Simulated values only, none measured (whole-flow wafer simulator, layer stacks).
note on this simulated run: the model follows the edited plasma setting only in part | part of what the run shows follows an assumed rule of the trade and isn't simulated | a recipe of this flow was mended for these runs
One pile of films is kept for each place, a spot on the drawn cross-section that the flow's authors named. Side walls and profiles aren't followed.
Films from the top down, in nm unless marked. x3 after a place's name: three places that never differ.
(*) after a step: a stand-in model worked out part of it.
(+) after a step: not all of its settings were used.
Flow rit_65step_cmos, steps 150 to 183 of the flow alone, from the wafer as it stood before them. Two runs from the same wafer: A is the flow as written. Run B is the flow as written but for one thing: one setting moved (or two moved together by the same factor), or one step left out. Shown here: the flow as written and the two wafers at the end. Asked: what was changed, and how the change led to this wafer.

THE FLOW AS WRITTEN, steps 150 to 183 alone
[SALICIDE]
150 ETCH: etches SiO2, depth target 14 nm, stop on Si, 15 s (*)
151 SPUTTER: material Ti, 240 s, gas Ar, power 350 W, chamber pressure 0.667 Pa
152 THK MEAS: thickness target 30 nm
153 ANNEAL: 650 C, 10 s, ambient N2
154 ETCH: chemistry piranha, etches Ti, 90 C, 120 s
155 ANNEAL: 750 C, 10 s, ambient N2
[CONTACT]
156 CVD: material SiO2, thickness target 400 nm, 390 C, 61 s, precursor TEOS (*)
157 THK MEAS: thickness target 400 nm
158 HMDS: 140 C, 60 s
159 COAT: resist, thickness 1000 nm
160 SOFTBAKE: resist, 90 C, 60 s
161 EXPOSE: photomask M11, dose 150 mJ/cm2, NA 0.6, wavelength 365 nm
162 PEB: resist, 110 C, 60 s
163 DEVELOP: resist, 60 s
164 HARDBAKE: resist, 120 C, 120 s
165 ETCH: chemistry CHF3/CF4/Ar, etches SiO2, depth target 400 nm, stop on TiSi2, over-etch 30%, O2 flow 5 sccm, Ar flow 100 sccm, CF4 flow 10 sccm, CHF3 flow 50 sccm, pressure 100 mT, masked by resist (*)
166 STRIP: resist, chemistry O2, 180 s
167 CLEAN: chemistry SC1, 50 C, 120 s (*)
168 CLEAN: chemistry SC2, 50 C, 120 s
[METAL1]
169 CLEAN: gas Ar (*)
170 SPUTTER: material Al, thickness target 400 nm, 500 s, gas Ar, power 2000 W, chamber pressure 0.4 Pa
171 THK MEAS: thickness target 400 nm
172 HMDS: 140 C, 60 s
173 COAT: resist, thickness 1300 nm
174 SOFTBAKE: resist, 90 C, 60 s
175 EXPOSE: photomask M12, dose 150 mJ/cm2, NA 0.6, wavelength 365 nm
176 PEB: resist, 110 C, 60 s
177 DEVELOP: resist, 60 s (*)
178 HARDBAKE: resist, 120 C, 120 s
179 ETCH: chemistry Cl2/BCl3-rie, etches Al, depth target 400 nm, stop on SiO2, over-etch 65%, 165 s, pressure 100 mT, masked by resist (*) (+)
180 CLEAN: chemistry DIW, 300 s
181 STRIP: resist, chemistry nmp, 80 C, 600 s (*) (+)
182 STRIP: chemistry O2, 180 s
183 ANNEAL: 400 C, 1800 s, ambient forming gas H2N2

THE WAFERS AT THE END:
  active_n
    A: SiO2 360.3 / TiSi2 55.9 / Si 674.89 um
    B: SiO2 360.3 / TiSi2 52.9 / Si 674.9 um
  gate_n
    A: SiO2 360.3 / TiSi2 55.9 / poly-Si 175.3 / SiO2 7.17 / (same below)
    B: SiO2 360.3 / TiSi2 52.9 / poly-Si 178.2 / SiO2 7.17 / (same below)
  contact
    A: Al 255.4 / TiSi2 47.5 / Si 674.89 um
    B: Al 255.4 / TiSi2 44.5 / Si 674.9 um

The cause: step 151, SPUTTER: power 331 W was run, where the flow has power 350 W.

How the change led to this, step by step:
  151 SPUTTER: material Ti, 240 s, gas Ar, power 350 W, chamber pressure 0.667 Pa
      field, field_pw, field_nw and 11 more: A Ti +30 (new film) | B Ti +28.4 (new film)
  153 ANNEAL: 650 C, 10 s, ambient N2
      active_n, active_p, sd_n, sd_p, contact, m1: A Ti -23.4, TiSi first +15 (new film), TiSi2 C49 +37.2 (new film), Si -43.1 | B Ti -22.1, TiSi first +11.5 (new film), TiSi2 C49 +39.2 (new film), Si -42.6
      gate_n, gate_p: A Ti -23.4, TiSi first +15 (new film), TiSi2 C49 +37.2 (new film), poly-Si -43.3 | B Ti -22.1, TiSi first +11.5 (new film), TiSi2 C49 +39.2 (new film), poly-Si -42.8
  154 ETCH: chemistry piranha, etches Ti, 90 C, 120 s
      field, field_pw, field_nw, field_p, spacer, spacer_p: A Ti -30 (all of it) | B Ti -28.4 (all of it)
  155 ANNEAL: 750 C, 10 s, ambient N2
      active_n, active_p, sd_n, sd_p, contact, m1: A TiSi2 +55.9 (new film), TiSi first -14.9 (all of it), TiSi2 C49 -37.2 (all of it), Si -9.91 | B TiSi2 +52.9 (new film), TiSi first -11.4 (all of it), TiSi2 C49 -39.2 (all of it), Si -7.57
      gate_n, gate_p: A TiSi2 +55.9 (new film), TiSi first -14.9 (all of it), TiSi2 C49 -37.2 (all of it), poly-Si -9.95 | B TiSi2 +52.9 (new film), TiSi first -11.4 (all of it), TiSi2 C49 -39.2 (all of it), poly-Si -7.6
